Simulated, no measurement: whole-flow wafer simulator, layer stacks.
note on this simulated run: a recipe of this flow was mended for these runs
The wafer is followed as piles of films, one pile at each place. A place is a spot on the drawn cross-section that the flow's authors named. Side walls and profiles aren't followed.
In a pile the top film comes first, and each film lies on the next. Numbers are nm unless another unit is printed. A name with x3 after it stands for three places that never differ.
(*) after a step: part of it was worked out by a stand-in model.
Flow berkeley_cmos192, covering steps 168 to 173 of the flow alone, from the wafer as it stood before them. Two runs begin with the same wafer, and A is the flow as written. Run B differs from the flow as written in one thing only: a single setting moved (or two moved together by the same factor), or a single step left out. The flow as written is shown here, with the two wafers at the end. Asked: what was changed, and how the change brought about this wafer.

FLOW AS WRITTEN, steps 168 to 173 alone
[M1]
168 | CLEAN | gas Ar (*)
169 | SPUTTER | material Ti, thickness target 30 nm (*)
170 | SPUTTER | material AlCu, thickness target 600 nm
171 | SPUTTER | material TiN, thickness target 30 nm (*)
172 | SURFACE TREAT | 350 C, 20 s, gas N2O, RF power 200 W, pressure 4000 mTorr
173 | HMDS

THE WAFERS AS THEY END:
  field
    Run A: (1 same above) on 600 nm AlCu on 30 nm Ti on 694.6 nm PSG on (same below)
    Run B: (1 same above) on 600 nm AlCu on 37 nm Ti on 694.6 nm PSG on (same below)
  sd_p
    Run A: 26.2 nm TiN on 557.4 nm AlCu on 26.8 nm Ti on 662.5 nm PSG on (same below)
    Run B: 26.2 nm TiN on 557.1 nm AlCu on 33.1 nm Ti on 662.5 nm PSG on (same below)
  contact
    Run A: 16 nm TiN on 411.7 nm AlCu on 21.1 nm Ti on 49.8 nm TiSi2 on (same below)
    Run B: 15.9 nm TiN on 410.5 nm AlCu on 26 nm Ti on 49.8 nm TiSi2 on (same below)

Cause: step 169, SPUTTER: thickness target 37 nm was run, while the flow as written has thickness target 30 nm.
One can read it off the wafer: field has Ti 37, and step 169 as written asks for 30 nm.

How this came from the change, step by step:
  169 | SPUTTER | material Ti, thickness target 30 nm (*)
      field, sd_n, spacer_n, gate, spacer_p, gate_p, m1: A Ti gains 30 (new film) | B Ti gains 37 (new film)
      sd_p: A Ti gains 26.8 (new film) | B Ti gains 33.1 (new film)
      (as well as at 1 more place)
